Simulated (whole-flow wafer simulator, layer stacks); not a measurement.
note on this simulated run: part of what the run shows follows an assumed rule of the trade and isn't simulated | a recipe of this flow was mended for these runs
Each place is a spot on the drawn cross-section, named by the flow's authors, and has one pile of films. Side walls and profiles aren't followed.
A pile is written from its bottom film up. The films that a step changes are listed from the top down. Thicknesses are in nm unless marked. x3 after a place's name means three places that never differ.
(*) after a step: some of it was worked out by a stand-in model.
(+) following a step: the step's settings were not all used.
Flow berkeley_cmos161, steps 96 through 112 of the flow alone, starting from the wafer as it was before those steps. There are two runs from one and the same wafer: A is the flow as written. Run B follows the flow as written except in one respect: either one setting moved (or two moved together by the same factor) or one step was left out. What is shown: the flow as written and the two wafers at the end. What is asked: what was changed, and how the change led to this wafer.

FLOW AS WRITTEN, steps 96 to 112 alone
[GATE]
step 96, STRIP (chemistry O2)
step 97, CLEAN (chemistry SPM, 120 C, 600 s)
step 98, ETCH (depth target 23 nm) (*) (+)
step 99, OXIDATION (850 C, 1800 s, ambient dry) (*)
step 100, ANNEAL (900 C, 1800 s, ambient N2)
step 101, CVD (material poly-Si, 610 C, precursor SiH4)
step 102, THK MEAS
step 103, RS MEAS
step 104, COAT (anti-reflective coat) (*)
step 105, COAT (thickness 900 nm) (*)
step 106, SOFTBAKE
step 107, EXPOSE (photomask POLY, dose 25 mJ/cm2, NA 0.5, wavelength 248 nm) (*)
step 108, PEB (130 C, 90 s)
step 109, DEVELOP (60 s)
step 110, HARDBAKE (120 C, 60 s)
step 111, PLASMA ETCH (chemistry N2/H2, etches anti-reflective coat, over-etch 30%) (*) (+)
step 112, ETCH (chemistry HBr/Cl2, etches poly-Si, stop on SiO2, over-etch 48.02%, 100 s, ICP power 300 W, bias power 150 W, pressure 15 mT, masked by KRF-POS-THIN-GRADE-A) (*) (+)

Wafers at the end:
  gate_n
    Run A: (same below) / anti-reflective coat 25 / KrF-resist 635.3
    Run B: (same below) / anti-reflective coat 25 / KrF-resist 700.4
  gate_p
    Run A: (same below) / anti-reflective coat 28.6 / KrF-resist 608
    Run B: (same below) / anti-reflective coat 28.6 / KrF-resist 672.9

Cause: step 105, COAT: thickness 974 nm was run, while the flow as written has thickness 900 nm.

The path from the change to this, step by step:
  step 105, COAT (thickness 900 nm) (*)
      field: A KrF-resist gains 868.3 (new film) | B KrF-resist gains 941.4 (new film)
      sd_n: A KrF-resist gains 909.1 (new film) | B KrF-resist gains 983.3 (new film)
      (as well as at 7 more places)
  step 109, DEVELOP (60 s)
      field: A KrF-resist loses 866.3 (all of it) | B KrF-resist loses 939.2 (all of it)
      sd_n: A KrF-resist loses 907 (all of it) | B KrF-resist loses 981 (all of it)
      (as well as at 5 more places)
  step 110, HARDBAKE (120 C, 60 s)
      gate_n: A KrF-resist loses 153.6 | B KrF-resist loses 165
      gate_p: A KrF-resist loses 148.8 | B KrF-resist loses 160.2
